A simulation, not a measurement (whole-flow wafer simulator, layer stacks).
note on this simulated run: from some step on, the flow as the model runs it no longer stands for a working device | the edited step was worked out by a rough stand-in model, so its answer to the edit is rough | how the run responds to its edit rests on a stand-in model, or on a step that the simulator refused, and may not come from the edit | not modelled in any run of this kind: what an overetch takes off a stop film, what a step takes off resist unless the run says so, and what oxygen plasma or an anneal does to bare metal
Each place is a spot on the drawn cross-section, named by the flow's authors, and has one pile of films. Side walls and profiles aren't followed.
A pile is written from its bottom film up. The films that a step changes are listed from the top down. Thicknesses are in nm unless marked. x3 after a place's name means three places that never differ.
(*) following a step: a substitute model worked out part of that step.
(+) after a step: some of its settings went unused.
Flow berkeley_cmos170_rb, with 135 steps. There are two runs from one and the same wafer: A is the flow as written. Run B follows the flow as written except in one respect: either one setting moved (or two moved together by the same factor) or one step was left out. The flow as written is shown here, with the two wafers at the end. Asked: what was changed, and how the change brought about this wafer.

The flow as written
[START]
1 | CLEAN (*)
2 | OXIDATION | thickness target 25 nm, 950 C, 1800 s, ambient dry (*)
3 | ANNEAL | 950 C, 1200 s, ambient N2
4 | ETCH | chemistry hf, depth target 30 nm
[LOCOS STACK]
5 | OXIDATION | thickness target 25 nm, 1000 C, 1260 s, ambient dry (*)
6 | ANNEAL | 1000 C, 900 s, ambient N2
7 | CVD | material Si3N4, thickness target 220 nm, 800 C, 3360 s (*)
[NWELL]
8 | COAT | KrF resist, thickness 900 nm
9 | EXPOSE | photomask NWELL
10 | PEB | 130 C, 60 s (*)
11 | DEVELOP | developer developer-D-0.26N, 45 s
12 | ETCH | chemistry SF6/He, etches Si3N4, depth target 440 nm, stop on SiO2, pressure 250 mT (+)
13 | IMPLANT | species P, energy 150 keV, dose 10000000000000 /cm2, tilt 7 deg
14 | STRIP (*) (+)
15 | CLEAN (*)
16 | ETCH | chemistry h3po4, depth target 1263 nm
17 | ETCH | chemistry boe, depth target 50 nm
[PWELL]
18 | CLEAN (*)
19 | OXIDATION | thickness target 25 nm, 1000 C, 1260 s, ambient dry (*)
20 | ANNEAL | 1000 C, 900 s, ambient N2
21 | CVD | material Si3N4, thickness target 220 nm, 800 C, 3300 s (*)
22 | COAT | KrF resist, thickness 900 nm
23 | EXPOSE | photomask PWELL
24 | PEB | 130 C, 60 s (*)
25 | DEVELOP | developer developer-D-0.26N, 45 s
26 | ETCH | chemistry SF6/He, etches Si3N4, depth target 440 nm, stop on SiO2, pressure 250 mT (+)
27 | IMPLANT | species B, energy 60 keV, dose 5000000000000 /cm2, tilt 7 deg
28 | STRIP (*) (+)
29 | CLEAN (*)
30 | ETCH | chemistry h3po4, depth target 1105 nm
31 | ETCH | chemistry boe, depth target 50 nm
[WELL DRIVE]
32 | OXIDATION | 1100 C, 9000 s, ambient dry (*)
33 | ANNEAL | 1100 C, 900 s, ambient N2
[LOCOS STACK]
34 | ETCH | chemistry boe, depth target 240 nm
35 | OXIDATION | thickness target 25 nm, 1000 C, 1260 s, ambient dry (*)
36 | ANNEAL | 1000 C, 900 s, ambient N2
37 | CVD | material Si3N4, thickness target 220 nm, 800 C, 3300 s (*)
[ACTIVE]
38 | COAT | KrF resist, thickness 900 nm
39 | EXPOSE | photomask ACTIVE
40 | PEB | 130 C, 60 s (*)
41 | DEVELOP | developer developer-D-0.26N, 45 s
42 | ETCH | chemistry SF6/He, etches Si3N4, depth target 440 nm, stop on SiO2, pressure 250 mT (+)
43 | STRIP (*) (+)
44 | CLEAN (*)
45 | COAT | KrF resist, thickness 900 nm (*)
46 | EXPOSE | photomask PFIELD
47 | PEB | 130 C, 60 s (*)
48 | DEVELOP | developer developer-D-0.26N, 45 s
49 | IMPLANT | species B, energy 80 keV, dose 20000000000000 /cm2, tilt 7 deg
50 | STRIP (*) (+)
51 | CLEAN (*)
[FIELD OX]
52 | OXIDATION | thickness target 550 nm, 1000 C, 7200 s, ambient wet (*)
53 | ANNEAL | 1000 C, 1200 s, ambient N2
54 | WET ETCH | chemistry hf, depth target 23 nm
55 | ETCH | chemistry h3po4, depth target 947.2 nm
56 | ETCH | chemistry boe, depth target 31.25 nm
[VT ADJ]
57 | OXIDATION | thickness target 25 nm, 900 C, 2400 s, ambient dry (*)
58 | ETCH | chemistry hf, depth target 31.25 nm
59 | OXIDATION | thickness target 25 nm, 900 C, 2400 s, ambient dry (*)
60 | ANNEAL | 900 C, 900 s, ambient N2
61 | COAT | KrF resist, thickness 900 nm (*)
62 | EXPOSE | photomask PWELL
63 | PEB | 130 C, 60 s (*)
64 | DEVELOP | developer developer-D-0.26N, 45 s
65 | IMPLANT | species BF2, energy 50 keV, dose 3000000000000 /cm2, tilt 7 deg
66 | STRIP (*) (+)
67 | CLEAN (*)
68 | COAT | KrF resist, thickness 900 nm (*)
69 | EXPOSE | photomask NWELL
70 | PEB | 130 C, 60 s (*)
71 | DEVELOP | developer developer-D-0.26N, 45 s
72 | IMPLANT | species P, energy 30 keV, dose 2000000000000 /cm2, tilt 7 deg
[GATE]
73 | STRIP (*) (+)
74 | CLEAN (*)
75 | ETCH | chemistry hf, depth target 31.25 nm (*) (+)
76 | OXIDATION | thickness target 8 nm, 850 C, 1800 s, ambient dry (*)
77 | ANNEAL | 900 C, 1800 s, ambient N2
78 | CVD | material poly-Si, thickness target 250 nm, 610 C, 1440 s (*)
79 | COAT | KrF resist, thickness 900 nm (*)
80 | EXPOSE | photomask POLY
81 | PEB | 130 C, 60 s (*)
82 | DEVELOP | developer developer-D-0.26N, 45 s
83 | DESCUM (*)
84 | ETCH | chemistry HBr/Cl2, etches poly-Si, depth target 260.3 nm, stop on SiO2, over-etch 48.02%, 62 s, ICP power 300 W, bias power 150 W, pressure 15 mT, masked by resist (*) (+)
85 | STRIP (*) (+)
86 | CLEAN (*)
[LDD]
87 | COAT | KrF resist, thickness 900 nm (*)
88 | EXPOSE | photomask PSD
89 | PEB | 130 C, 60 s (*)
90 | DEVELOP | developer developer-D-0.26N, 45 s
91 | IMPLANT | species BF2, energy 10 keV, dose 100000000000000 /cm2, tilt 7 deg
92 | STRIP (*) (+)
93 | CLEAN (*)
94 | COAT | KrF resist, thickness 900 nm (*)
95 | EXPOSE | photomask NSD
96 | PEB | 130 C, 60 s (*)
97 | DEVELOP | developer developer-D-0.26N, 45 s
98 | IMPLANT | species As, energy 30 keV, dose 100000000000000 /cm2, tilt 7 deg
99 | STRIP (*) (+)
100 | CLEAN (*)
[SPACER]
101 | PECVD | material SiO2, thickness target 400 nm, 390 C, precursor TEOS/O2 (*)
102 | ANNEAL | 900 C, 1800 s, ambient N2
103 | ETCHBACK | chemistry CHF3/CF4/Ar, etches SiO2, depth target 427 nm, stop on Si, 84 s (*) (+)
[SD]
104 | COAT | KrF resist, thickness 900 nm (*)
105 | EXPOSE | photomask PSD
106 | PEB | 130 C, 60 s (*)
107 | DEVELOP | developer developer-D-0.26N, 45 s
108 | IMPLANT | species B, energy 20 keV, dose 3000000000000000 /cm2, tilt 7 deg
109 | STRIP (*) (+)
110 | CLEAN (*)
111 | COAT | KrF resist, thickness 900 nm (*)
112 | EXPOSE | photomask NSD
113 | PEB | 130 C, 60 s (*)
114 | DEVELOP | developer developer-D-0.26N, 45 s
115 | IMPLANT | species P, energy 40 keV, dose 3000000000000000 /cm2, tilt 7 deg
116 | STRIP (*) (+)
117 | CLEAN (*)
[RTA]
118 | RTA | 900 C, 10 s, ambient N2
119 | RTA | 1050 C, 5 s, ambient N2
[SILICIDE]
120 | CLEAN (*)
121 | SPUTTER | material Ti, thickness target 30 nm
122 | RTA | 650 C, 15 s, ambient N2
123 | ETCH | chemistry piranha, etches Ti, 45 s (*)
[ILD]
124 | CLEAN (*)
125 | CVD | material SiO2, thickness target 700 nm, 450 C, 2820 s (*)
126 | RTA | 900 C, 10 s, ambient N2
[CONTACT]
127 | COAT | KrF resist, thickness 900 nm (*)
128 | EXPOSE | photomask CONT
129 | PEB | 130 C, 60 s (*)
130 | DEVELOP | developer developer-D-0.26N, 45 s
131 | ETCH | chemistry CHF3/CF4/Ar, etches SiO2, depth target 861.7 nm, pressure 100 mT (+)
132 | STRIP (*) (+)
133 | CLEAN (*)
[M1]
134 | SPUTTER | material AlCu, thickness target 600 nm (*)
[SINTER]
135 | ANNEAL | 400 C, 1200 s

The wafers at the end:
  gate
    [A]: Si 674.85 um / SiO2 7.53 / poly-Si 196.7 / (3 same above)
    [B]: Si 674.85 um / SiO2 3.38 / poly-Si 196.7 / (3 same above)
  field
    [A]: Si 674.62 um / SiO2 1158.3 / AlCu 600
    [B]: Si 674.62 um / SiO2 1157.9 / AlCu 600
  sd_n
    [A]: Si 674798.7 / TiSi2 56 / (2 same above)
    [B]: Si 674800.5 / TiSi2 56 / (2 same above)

Cause: step 76, OXIDATION: 765 C was run, whereas the flow has 850 C.

How this came from the change, step by step:
  76 | OXIDATION | thickness target 8 nm, 850 C, 1800 s, ambient dry (*)
      sd_n, spacer_n, gate, sd_p, spacer_p, gate_p, contact, m1: A SiO2 gains 7.53 (new film), Si loses 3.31 | B SiO2 gains 3.38 (new film), Si loses 1.49
